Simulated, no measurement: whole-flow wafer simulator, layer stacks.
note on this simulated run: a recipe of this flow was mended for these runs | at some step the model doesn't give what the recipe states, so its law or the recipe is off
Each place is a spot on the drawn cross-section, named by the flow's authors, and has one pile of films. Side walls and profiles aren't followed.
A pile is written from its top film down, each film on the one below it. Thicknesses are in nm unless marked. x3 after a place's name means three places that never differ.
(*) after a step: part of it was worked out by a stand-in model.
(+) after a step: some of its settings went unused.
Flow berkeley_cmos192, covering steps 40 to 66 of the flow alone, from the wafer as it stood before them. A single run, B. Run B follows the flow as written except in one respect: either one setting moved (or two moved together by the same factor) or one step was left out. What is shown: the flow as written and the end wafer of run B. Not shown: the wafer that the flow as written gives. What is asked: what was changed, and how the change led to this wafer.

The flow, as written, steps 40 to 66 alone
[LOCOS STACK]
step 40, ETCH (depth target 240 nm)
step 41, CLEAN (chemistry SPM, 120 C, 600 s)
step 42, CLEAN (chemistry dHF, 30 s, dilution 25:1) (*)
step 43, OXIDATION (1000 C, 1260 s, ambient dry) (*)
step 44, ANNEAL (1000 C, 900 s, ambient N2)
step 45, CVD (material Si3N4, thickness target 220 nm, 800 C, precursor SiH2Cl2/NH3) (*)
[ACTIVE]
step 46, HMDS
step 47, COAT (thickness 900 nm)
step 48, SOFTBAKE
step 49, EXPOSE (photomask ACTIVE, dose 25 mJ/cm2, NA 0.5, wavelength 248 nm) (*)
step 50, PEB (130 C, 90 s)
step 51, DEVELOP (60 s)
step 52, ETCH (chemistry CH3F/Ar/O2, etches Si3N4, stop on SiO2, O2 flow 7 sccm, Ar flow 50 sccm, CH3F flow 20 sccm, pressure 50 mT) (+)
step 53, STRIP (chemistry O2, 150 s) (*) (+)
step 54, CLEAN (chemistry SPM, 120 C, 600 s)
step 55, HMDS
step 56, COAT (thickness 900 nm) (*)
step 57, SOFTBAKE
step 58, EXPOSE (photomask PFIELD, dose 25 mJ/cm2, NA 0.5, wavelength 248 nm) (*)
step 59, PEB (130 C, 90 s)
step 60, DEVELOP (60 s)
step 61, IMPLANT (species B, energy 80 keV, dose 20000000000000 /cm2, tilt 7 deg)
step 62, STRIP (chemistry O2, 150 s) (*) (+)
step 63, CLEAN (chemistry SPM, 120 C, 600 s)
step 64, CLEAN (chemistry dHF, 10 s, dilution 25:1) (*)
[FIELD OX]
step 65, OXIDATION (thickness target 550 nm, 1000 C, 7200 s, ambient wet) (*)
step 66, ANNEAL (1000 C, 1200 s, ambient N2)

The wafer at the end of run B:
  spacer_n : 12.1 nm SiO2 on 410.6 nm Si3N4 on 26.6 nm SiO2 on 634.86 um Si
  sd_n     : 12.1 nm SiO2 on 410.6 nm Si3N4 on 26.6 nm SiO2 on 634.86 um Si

What caused this: step 45, CVD: thickness target 418 nm was run, while the flow as written has thickness target 220 nm.

The path from the change to this, step by step:
  step 45, CVD (material Si3N4, thickness target 220 nm, 800 C, precursor SiH2Cl2/NH3) (*)
      field, sd_n, spacer_n and 6 more: +418 Si3N4 (new film) (it would be, as written: +220 Si3N4 (new film))
  step 52, ETCH (chemistry CH3F/Ar/O2, etches Si3N4, stop on SiO2, O2 flow 7 sccm, Ar flow 50 sccm, CH3F flow 20 sccm, pressure 50 mT) (+)
      sd_n, spacer_n, gate, sd_p, spacer_p, gate_p, contact, m1: -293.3 KrF-resist (it would be, as written: -161.3 KrF-resist)
      field: -418 Si3N4 (all of it), -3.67 SiO2 (it would be, as written: -220 Si3N4 (all of it), -3.67 SiO2)
  step 53, STRIP (chemistry O2, 150 s) (*) (+)
      sd_n, spacer_n, gate, sd_p, spacer_p, gate_p, contact, m1: -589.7 KrF-resist (all of it) (it would be, as written: -721.7 KrF-resist (all of it))
  step 56, COAT (thickness 900 nm) (*)
      field: +1018.2 KrF-resist (new film) (it would be, as written: +961.2 KrF-resist (new film))
      sd_n: +685.7 KrF-resist (new film) (it would be, as written: +785.2 KrF-resist (new film))
      (also at 7 further places)
  step 60, DEVELOP (60 s)
      field: -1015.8 KrF-resist (all of it) (it would be, as written: -959 KrF-resist (all of it))
  step 62, STRIP (chemistry O2, 150 s) (*) (+)
      sd_n: -669.4 KrF-resist (all of it) (it would be, as written: -768.5 KrF-resist (all of it))
      spacer_n: -734.7 KrF-resist (all of it) (it would be, as written: -801.2 KrF-resist (all of it))
      (also at 6 further places)
  step 65, OXIDATION (thickness target 550 nm, 1000 C, 7200 s, ambient wet) (*)
      sd_n, sd_p: +12.1 SiO2 (new film), -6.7 Si3N4 (it would be, as written: +12.1 SiO2 (new film), -6.7 Si3N4, +0.06 SiO2, -0.06 Si)
      gate: +12.1 SiO2 (new film), -6.7 Si3N4 (it would be, as written: +12.1 SiO2 (new film), -6.7 Si3N4, +0.05 SiO2, -0.05 Si)
